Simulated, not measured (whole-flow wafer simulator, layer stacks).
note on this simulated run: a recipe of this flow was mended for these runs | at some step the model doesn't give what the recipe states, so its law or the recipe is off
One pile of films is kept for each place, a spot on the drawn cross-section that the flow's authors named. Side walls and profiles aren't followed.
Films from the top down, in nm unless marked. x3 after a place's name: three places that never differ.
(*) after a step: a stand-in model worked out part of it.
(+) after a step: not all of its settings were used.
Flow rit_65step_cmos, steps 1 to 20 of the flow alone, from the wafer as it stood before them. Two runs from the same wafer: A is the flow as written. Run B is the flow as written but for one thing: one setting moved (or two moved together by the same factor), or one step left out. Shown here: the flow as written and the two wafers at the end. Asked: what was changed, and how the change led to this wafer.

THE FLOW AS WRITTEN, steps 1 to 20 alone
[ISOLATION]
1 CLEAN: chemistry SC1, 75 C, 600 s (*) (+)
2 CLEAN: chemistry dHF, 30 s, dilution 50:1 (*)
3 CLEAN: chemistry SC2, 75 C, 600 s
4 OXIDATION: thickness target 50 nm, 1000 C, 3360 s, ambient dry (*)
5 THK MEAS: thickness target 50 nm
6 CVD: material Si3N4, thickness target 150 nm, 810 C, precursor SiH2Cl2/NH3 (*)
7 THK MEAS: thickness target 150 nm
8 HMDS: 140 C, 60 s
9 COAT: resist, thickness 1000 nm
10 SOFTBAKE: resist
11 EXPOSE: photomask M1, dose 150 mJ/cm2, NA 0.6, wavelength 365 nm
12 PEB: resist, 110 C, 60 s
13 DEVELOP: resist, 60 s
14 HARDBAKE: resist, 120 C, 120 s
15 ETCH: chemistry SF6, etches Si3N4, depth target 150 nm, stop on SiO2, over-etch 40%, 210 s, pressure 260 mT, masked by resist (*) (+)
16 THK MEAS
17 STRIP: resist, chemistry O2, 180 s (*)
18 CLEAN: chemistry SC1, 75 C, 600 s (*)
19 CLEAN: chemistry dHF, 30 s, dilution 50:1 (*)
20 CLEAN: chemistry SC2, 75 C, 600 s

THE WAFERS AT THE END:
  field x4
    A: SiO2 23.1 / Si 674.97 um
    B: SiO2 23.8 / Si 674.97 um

The cause: step 18, CLEAN: 68 C was run, where the flow has 75 C.

How the change led to this, step by step:
  18 CLEAN: chemistry SC1, 75 C, 600 s (*)
      field x4: A SiO2 -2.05 | B SiO2 -1.36
